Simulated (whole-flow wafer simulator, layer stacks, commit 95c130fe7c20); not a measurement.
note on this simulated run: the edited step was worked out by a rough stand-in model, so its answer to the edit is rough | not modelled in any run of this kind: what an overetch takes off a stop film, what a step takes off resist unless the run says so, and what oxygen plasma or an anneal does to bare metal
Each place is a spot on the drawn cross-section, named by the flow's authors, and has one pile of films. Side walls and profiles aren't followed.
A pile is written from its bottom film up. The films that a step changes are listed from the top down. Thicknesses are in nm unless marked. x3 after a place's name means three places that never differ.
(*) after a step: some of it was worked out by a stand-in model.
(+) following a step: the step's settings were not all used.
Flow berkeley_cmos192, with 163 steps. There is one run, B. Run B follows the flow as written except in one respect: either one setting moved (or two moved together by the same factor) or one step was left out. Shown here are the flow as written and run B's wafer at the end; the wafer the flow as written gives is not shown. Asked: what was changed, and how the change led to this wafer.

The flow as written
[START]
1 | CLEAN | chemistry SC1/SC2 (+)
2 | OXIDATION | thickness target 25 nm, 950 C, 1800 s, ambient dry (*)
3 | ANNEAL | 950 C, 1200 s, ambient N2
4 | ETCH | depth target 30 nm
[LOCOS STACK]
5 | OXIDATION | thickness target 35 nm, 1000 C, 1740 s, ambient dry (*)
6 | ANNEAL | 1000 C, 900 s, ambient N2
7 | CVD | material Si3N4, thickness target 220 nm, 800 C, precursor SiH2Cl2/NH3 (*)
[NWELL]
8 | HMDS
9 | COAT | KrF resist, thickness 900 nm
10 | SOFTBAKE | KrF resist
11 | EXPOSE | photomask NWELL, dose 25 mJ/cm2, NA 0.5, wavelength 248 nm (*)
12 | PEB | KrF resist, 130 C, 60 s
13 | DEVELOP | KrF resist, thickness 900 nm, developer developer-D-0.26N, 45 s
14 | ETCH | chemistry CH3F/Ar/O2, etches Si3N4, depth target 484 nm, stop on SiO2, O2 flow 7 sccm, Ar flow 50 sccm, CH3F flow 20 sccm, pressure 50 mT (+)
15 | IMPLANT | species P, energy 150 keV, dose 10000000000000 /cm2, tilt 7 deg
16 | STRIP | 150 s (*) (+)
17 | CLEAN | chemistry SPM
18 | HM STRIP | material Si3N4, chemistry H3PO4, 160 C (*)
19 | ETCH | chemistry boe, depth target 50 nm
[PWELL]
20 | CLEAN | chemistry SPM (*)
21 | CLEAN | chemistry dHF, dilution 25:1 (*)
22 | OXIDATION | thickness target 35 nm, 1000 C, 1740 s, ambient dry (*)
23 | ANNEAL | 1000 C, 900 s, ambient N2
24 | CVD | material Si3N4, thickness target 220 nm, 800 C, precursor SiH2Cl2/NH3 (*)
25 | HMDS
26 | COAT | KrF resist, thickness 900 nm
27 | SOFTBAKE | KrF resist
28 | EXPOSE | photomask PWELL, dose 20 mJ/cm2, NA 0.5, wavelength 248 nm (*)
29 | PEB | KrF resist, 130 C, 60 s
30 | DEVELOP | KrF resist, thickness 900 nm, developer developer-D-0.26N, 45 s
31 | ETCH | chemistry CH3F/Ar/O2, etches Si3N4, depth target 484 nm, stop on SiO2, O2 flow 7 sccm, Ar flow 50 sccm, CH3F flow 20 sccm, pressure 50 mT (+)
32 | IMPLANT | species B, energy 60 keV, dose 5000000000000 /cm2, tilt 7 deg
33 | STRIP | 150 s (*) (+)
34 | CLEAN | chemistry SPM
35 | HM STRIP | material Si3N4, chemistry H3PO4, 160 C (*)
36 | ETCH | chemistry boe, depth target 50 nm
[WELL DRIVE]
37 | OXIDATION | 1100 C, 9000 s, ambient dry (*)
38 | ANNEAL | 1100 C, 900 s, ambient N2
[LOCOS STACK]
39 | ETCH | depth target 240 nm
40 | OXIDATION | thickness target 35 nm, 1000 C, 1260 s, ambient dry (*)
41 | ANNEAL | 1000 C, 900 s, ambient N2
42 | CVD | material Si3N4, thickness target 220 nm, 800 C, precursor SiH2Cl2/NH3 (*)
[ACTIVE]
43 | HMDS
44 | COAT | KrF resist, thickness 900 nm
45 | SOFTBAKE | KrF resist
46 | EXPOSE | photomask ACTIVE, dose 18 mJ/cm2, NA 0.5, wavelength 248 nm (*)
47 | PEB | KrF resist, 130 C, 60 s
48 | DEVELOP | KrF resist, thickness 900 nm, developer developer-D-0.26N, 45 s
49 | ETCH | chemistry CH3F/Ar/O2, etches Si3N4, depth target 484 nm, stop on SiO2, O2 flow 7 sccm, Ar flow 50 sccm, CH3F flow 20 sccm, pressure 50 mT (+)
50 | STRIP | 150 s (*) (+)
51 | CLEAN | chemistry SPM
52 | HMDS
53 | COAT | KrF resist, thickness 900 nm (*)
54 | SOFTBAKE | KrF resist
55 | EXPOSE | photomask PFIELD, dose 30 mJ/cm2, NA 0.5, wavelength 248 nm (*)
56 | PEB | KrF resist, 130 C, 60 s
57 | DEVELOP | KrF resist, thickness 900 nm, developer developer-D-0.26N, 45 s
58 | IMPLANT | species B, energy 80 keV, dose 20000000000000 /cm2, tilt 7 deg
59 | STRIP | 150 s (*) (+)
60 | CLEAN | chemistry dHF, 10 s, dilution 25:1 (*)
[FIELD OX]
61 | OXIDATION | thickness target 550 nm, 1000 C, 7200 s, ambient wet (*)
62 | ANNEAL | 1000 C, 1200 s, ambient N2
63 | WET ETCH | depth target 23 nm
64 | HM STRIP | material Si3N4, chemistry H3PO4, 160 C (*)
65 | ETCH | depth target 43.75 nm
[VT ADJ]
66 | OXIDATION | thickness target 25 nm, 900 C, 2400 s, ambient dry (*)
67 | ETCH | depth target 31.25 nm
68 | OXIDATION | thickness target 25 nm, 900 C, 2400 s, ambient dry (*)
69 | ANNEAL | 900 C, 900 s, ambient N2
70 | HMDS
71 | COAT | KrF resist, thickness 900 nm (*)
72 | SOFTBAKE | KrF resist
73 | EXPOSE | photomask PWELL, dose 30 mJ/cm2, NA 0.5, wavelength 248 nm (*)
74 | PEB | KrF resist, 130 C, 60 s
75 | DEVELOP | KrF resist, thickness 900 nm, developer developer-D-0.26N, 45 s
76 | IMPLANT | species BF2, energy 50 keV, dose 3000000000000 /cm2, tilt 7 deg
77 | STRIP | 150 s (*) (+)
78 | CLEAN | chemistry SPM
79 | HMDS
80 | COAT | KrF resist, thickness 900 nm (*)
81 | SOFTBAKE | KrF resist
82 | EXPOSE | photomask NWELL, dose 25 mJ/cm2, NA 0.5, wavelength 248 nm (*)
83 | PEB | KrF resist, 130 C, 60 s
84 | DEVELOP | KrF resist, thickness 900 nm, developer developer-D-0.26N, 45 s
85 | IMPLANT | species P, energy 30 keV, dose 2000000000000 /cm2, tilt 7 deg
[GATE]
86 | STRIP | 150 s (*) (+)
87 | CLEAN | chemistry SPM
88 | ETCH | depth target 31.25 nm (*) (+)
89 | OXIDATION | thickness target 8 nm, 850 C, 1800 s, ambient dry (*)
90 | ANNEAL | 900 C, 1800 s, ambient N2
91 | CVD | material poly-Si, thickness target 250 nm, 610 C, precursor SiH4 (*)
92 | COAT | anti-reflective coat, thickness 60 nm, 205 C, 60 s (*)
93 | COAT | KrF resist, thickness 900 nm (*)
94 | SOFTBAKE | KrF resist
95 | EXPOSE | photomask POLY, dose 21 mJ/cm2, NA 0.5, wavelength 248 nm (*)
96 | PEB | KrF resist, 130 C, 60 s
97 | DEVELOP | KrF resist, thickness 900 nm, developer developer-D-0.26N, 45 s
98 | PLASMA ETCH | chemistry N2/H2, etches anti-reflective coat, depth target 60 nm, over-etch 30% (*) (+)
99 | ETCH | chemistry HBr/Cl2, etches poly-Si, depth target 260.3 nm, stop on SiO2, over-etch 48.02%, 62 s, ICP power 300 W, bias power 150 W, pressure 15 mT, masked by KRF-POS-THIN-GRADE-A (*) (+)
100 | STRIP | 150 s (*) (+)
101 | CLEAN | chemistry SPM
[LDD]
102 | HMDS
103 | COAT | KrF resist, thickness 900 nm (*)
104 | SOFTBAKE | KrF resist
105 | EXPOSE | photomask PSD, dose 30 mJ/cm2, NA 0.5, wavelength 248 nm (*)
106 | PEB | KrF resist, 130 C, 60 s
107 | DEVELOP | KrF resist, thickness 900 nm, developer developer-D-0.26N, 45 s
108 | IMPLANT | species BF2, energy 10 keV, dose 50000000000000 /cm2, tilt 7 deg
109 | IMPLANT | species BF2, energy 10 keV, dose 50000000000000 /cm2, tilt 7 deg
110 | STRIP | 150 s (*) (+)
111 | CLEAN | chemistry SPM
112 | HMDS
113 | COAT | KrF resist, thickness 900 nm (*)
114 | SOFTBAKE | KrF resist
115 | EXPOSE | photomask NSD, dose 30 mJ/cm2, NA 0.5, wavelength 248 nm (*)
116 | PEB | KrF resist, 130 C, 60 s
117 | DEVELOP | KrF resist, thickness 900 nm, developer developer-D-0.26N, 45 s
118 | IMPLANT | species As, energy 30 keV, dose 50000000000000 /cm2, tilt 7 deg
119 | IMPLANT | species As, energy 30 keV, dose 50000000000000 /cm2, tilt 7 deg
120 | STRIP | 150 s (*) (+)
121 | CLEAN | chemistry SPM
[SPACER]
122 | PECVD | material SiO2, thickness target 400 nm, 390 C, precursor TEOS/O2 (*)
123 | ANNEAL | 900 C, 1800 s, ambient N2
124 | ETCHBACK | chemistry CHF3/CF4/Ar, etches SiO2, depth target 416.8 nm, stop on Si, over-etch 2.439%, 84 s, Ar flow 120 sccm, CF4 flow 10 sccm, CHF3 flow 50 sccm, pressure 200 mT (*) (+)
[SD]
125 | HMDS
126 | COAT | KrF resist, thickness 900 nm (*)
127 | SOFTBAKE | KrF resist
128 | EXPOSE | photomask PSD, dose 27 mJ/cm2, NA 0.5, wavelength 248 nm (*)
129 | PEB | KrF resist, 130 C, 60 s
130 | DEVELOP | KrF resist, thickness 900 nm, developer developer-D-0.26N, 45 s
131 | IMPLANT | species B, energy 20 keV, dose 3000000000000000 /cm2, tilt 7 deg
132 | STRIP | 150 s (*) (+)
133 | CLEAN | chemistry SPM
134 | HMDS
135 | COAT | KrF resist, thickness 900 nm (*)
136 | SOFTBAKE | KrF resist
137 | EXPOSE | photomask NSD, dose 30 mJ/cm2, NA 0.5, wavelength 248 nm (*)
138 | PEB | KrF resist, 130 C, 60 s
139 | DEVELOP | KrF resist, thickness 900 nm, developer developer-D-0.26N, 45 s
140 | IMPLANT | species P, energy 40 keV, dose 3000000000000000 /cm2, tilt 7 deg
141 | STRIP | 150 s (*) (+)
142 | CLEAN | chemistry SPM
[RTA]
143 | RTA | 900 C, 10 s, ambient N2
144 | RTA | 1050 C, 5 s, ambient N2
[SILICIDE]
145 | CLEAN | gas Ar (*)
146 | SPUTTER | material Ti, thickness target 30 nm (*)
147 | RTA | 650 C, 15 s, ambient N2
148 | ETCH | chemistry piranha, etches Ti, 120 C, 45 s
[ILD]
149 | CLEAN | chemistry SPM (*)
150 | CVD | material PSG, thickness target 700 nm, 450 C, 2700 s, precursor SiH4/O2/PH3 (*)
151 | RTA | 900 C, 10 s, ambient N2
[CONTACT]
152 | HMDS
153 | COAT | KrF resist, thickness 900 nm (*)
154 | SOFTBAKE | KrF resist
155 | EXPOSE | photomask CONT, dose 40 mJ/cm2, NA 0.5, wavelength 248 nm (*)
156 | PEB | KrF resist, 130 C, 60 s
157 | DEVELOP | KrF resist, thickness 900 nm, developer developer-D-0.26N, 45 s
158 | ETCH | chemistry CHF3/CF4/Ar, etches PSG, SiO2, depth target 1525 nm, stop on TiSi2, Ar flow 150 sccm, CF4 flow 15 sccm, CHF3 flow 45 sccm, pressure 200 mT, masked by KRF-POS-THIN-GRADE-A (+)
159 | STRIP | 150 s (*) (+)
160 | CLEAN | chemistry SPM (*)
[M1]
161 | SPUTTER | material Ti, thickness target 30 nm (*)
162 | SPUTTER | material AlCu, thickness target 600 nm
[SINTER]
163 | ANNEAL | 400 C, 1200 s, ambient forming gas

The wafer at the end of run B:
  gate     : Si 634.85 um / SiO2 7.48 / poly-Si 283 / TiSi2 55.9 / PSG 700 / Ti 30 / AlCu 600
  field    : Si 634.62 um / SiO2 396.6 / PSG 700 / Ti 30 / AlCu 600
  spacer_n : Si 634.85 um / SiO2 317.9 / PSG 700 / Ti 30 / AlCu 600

What caused this: step 91, CVD: thickness target 342 nm was run, though the flow has thickness target 250 nm.

How this came from the change, step by step:
  91 | CVD | material poly-Si, thickness target 250 nm, 610 C, precursor SiH4 (*)
      field, sd_n, spacer_n and 6 more: +342 poly-Si (new film) (it would be, as written: +250 poly-Si (new film))
  92 | COAT | anti-reflective coat, thickness 60 nm, 205 C, 60 s (*)
      field: +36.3 anti-reflective coat (new film) (it would be, as written: +35.3 anti-reflective coat (new film))
      sd_n: +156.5 anti-reflective coat (new film) (it would be, as written: +152.4 anti-reflective coat (new film))
      (and at 1 other place as well)
  98 | PLASMA ETCH | chemistry N2/H2, etches anti-reflective coat, depth target 60 nm, over-etch 30% (*) (+)
      field: -36.3 anti-reflective coat (all of it), -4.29 poly-Si (it would be, as written: -35.3 anti-reflective coat (all of it), -4.18 poly-Si)
      sd_n: -156.5 anti-reflective coat (all of it), -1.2 poly-Si (it would be, as written: -152.4 anti-reflective coat (all of it), -1.17 poly-Si)
      (and at 1 other place as well)
  99 | ETCH | chemistry HBr/Cl2, etches poly-Si, depth target 260.3 nm, stop on SiO2, over-etch 48.02%, 62 s, ICP power 300 W, bias power 150 W, pressure 15 mT, masked by KRF-POS-THIN-GRADE-A (*) (+)
      field, spacer_n: -337.7 poly-Si (all of it), -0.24 SiO2 (it would be, as written: -245.8 poly-Si (all of it), -1.74 SiO2)
      sd_n: -340.8 poly-Si (all of it), -0.22 SiO2 (it would be, as written: -248.8 poly-Si (all of it), -1.51 SiO2)
      (and at 4 other places as well)
  103 | COAT | KrF resist, thickness 900 nm (*)
      gate: +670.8 KrF resist (new film) (it would be, as written: +748 KrF resist (new film))
      gate_p: +666.9 KrF resist (new film) (it would be, as written: +744.1 KrF resist (new film))
  107 | DEVELOP | KrF resist, thickness 900 nm, developer developer-D-0.26N, 45 s
      gate_p: -665.9 KrF resist (all of it) (it would be, as written: -742.9 KrF resist (all of it))
  110 | STRIP | 150 s (*) (+)
      gate: -655.6 KrF resist (all of it), +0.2 chemical SiO2, -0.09 poly-Si (it would be, as written: -732.7 KrF resist (all of it), +0.2 chemical SiO2, -0.09 poly-Si)
  113 | COAT | KrF resist, thickness 900 nm (*)
      gate: +670.7 KrF resist (new film) (it would be, as written: +747.9 KrF resist (new film))
      gate_p: +666.8 KrF resist (new film) (it would be, as written: +743.9 KrF resist (new film))
  117 | DEVELOP | KrF resist, thickness 900 nm, developer developer-D-0.26N, 45 s
      gate: -669.7 KrF resist (all of it) (it would be, as written: -746.8 KrF resist (all of it))
  120 | STRIP | 150 s (*) (+)
      gate_p: -651.6 KrF resist (all of it), +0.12 chemical SiO2, -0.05 poly-Si (it would be, as written: -728.6 KrF resist (all of it), +0.12 chemical SiO2, -0.05 poly-Si)
  124 | ETCHBACK | chemistry CHF3/CF4/Ar, etches SiO2, depth target 416.8 nm, stop on Si, over-etch 2.439%, 84 s, Ar flow 120 sccm, CF4 flow 10 sccm, CHF3 flow 50 sccm, pressure 200 mT (*) (+)
      spacer_n: -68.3 SiO2 (it would be, as written: -160 SiO2)
      spacer_p: -68.2 SiO2 (it would be, as written: -159.9 SiO2)
  126 | COAT | KrF resist, thickness 900 nm (*)
      spacer_n: +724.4 KrF resist (new film) (it would be, as written: +791.6 KrF resist (new film))
      gate: +705.9 KrF resist (new film) (it would be, as written: +771.5 KrF resist (new film))
      (and at 2 other places as well)
  130 | DEVELOP | KrF resist, thickness 900 nm, developer developer-D-0.26N, 45 s
      spacer_p: -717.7 KrF resist (all of it) (it would be, as written: -784.6 KrF resist (all of it))
      gate_p: -699.1 KrF resist (all of it) (it would be, as written: -764.3 KrF resist (all of it))
  132 | STRIP | 150 s (*) (+)
      spacer_n: -709.1 KrF resist (all of it) (it would be, as written: -776.1 KrF resist (all of it))
      gate: +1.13 chemical SiO2 (new film), -690.6 KrF resist (all of it), -0.5 poly-Si (it would be, as written: +1.13 chemical SiO2 (new film), -756.1 KrF resist (all of it), -0.5 poly-Si)
  135 | COAT | KrF resist, thickness 900 nm (*)
      spacer_n: +724.7 KrF resist (new film) (it would be, as written: +791.1 KrF resist (new film))
      gate: +705.5 KrF resist (new film) (it would be, as written: +770.3 KrF resist (new film))
      (and at 2 other places as well)
  139 | DEVELOP | KrF resist, thickness 900 nm, developer developer-D-0.26N, 45 s
      spacer_n: -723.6 KrF resist (all of it) (it would be, as written: -789.9 KrF resist (all of it))
      gate: -704.5 KrF resist (all of it) (it would be, as written: -769.1 KrF resist (all of it))
  ... 2 other steps ...
  159 | STRIP | 150 s (*) (+)
      spacer_n: -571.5 KrF resist (all of it) (it would be, as written: -620.3 KrF resist (all of it))
      gate: -557.5 KrF resist (all of it) (it would be, as written: -600.1 KrF resist (all of it))
      (and at 3 other places as well)
